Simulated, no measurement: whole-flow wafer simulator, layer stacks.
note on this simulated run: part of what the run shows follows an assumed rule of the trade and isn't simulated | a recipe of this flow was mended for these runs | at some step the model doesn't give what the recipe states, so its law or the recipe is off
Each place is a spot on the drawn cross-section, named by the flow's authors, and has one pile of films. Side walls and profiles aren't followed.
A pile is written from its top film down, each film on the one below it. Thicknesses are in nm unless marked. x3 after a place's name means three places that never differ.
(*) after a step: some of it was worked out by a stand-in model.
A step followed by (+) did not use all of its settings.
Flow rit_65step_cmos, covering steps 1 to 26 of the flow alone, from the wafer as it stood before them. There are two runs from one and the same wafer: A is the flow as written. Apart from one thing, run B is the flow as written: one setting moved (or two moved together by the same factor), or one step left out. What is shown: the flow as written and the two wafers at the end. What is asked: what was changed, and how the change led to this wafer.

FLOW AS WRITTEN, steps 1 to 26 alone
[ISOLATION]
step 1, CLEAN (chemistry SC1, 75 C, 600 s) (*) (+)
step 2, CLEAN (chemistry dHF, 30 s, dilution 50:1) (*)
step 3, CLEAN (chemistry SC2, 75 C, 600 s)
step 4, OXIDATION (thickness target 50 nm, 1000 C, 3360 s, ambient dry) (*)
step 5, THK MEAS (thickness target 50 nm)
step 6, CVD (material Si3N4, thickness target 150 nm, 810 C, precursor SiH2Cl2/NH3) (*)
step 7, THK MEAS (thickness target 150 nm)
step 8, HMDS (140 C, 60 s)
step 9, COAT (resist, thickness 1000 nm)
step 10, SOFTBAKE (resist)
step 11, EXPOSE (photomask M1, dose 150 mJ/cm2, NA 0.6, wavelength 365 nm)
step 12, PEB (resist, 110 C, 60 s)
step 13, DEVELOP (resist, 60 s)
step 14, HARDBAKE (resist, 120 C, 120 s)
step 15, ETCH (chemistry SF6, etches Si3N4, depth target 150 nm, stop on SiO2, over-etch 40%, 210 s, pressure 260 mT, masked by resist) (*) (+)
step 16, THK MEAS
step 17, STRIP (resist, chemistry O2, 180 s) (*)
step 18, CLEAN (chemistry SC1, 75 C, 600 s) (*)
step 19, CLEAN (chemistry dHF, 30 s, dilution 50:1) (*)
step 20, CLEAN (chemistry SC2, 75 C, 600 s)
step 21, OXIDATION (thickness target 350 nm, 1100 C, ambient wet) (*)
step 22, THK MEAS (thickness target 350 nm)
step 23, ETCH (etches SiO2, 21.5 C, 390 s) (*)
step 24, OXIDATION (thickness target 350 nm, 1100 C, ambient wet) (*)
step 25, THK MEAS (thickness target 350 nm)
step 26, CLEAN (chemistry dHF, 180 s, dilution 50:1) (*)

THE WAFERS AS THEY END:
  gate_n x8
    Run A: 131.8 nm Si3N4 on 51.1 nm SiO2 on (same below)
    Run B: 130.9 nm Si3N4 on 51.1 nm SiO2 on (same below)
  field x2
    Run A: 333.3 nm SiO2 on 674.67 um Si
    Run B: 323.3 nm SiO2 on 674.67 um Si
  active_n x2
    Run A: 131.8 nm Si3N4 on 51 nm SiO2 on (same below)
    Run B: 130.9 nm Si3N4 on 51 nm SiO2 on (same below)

The reason: step 26, CLEAN: 288 s was run, whereas the flow has 180 s.

The path from the change to this, step by step:
  step 26, CLEAN (chemistry dHF, 180 s, dilution 50:1) (*)
      active_n x2, gate_n x8: A -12 SiO2 (all of it), -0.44 Si3N4 | B -12 SiO2 (all of it), -1.36 Si3N4
      field x2, field_pw x2: A -16.7 SiO2 | B -26.7 SiO2
